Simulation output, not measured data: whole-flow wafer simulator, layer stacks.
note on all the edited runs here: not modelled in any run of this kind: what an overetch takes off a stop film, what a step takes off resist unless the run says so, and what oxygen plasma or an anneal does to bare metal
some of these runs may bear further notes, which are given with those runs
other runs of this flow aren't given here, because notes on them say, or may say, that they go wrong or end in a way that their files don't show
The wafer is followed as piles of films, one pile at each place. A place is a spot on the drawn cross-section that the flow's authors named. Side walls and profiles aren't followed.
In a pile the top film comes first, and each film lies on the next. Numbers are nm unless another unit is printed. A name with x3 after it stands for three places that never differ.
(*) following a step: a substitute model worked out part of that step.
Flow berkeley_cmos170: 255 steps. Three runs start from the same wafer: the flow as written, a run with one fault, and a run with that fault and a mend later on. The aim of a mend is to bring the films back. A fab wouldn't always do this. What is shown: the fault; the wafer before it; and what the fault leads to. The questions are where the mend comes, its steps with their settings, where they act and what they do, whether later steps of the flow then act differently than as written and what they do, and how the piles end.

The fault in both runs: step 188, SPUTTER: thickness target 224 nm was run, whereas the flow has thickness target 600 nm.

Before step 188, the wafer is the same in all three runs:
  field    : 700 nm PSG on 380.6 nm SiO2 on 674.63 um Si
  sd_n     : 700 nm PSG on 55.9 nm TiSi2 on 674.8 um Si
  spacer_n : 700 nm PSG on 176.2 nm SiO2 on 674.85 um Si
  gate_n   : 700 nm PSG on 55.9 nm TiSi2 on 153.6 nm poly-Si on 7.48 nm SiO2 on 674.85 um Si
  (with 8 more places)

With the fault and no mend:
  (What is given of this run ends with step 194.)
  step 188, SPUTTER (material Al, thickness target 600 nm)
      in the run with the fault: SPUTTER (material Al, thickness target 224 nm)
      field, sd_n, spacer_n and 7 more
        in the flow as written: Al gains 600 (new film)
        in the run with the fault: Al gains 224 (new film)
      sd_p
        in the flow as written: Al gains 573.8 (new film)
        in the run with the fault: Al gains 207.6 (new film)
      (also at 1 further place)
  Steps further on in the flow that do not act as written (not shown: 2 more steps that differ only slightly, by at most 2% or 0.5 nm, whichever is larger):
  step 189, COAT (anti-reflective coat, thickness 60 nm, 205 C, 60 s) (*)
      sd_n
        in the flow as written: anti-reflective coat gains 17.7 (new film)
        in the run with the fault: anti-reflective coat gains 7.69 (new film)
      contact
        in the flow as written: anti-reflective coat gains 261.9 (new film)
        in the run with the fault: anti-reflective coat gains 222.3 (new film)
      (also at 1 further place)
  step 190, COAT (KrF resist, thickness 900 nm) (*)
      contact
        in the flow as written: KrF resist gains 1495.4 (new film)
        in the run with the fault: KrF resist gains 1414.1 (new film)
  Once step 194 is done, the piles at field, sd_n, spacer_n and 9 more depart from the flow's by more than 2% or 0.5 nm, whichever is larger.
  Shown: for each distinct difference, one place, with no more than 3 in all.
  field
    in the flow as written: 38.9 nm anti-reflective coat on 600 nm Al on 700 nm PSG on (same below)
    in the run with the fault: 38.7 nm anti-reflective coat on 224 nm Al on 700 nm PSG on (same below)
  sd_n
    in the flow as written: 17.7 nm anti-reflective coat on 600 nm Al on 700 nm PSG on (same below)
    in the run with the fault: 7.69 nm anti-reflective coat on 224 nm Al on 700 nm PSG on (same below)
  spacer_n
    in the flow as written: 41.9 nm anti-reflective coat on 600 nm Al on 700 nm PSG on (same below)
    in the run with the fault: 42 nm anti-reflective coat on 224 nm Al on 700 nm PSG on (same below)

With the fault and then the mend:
  The mend stands after step 188.
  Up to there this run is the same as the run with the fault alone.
  step 188a, ETCH (chemistry al pan, depth target 257.3 nm)
      field, sd_n, spacer_n and 7 more
        Al loses 224 (all of it)
      sd_p
        Al loses 207.6 (all of it)
      contact
        Al loses 159.3 (all of it)
  step 188b, SPUTTER (material Al, thickness target 600 nm) (the flow's step 188 again)
      field, sd_n, spacer_n and 7 more
        Al gains 600 (new film)
      sd_p
        Al gains 573.8 (new film)
      contact
        Al gains 415.7 (new film)
  Every later step of the flow that is run acts as written at every place that is followed.
  At every place that both follow, the piles at the end match the flow's.
